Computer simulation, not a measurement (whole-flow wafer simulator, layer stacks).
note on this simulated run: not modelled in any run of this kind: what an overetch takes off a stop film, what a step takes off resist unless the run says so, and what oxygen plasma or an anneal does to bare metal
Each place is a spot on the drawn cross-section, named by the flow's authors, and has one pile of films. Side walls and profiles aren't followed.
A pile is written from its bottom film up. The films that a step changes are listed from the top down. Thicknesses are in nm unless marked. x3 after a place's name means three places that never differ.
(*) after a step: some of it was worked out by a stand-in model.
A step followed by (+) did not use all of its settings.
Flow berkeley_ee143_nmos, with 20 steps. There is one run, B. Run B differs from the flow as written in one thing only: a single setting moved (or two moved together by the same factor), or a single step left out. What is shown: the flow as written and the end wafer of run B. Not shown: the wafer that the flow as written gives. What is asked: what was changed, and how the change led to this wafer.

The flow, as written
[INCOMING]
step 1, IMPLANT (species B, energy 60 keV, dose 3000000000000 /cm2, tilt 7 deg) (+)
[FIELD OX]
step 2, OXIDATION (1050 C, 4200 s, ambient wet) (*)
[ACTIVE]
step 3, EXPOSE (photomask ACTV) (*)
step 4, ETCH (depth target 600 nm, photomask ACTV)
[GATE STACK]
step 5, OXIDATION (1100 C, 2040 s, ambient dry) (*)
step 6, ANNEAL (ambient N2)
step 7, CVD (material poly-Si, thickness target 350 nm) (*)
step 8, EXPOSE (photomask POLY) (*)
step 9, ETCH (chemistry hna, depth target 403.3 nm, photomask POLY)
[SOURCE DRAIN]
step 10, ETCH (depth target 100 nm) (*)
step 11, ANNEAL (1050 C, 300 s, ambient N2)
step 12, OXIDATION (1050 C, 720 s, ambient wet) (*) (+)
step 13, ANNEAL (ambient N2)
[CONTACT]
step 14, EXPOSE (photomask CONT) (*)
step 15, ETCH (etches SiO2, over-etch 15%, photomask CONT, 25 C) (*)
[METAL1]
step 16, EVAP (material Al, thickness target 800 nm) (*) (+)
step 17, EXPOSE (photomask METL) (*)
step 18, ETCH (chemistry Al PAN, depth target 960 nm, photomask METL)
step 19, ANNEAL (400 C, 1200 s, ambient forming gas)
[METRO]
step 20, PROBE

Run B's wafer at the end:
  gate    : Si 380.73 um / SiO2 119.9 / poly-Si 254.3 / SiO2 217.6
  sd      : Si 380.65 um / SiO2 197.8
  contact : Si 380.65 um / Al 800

Cause: step 4, ETCH: depth target 489 nm was run, whereas the flow has depth target 600 nm.

Step by step, how the change led to this:
  step 4, ETCH (depth target 600 nm, photomask ACTV)
      gate, sd, contact: SiO2 loses 489 (as written it would have been: SiO2 loses 566.4 (all of it))
  step 5, OXIDATION (1100 C, 2040 s, ambient dry) (*)
      gate, sd, contact: SiO2 gains 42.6, Si loses 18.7 (as written it would have been: SiO2 gains 79.7 (new film), Si loses 35.1)
  step 10, ETCH (depth target 100 nm) (*)
      sd, contact: SiO2 loses 100 (as written it would have been: SiO2 loses 79.7 (all of it))
  step 12, OXIDATION (1050 C, 720 s, ambient wet) (*) (+)
      sd, contact: SiO2 gains 177.8, Si loses 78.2 (as written it would have been: SiO2 gains 189.4 (new film), Si loses 83.4)
  step 15, ETCH (etches SiO2, over-etch 15%, photomask CONT, 25 C) (*)
      contact: SiO2 loses 197.8 (all of it) (as written it would have been: SiO2 loses 189.4 (all of it))
